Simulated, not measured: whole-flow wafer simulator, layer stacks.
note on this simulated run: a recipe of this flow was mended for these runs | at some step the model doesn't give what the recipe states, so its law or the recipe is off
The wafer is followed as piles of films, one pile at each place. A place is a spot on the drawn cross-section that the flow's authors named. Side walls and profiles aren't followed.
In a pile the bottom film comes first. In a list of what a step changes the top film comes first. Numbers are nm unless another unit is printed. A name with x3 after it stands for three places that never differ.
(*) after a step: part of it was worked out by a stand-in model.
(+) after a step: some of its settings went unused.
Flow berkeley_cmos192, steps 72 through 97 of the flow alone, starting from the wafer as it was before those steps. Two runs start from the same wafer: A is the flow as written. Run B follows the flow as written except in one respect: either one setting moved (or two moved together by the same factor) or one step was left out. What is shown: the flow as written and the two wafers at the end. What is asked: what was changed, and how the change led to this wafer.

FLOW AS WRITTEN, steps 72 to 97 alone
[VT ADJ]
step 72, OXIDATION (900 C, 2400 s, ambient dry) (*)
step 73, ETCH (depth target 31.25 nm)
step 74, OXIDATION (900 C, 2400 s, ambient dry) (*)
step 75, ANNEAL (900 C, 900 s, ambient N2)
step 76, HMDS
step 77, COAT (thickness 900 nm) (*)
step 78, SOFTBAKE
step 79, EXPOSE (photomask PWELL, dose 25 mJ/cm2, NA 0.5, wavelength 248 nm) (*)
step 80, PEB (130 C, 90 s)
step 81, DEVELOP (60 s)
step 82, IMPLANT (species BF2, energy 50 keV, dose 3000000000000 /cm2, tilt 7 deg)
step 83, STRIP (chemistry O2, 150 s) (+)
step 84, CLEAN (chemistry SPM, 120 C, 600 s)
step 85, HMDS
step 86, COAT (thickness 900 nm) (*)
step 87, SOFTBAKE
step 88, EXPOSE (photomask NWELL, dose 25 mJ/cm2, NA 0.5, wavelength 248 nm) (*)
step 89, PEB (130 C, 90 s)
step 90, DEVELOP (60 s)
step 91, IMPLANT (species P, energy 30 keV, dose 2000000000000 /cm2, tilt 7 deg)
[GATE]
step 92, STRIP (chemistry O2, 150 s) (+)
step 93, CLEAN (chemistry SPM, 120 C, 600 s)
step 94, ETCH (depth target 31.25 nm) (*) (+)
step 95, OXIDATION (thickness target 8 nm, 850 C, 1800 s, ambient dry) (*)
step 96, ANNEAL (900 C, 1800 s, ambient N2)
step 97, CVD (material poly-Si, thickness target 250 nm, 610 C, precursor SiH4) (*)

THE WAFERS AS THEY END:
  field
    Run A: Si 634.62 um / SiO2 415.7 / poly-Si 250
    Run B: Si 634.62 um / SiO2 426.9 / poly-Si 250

What caused this: step 73, ETCH: depth target 20 nm was run, while the flow as written has depth target 31.25 nm.

Step by step, how the change led to this:
  step 73, ETCH (depth target 31.25 nm)
      field: A -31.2 SiO2 | B -20 SiO2
